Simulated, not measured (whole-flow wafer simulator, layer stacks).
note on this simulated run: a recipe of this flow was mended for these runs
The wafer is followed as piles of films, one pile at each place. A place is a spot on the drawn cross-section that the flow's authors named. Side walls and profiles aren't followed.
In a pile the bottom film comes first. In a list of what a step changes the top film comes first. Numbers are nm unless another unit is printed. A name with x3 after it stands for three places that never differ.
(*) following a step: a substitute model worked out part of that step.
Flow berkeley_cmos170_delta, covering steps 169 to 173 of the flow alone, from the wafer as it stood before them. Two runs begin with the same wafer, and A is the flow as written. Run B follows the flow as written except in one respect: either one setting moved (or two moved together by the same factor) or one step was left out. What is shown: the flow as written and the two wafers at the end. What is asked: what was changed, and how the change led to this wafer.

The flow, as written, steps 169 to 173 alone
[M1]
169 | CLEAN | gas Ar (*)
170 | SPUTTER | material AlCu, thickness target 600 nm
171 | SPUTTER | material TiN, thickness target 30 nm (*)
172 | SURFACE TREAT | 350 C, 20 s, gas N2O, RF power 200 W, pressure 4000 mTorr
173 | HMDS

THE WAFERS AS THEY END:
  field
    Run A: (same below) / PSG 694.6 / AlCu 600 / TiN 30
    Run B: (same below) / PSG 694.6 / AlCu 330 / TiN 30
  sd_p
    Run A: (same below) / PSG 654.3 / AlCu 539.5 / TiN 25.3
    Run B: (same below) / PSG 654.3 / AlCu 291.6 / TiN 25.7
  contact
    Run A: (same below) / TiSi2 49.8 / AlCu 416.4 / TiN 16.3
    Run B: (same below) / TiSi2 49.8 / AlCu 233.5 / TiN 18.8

Cause: step 170, SPUTTER: thickness target 330 nm was run, whereas the flow has thickness target 600 nm.
The wafer lets one read it off: field has AlCu 330, and step 170 as written asks for 600 nm.

How this came from the change, step by step:
  170 | SPUTTER | material AlCu, thickness target 600 nm
      field, sd_n, spacer_n, gate, spacer_p, gate_p, m1: A +600 AlCu (new film) | B +330 AlCu (new film)
      sd_p: A +539.5 AlCu (new film) | B +291.6 AlCu (new film)
      (also at 1 further place)
  171 | SPUTTER | material TiN, thickness target 30 nm (*)
      contact: A +16.3 TiN (new film) | B +18.8 TiN (new film)
